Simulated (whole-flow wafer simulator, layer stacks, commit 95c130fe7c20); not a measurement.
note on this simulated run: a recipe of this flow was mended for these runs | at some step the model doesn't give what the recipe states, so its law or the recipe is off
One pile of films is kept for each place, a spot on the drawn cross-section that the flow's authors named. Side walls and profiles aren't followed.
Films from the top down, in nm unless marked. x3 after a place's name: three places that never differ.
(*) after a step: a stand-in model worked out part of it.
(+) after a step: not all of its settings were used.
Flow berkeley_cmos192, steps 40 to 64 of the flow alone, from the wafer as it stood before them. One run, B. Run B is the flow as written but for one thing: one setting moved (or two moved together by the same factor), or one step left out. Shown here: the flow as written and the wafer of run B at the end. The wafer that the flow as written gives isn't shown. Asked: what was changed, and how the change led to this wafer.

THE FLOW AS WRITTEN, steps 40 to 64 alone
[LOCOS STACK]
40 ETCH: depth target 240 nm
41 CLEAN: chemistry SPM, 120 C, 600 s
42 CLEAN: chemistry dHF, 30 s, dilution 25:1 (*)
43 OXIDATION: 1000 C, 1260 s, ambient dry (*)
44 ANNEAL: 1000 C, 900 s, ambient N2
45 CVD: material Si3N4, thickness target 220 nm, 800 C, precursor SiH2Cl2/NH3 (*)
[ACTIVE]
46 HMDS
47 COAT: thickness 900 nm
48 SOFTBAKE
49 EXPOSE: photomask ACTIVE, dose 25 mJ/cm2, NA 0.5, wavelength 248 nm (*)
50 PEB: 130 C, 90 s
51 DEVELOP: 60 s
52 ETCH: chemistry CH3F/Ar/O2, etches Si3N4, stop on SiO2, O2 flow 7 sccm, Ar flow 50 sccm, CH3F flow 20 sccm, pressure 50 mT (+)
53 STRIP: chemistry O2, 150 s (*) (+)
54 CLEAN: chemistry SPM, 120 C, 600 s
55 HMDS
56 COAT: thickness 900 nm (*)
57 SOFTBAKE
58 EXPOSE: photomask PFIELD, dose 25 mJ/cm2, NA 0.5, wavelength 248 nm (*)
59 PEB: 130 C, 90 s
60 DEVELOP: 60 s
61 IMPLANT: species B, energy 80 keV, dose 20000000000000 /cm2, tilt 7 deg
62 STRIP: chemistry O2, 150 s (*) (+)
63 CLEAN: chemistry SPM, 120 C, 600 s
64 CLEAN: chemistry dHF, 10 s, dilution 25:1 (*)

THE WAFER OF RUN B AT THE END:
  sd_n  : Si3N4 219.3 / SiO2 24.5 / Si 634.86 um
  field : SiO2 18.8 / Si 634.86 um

The cause: step 43, OXIDATION: 992 C was run, where the flow has 1000 C.

How the change led to this, step by step:
  43 OXIDATION: 1000 C, 1260 s, ambient dry (*)
      field, sd_n, spacer_n and 6 more: SiO2 +24.5 (new film), Si -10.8 (as written it would be: SiO2 +26.6 (new film), Si -11.7)
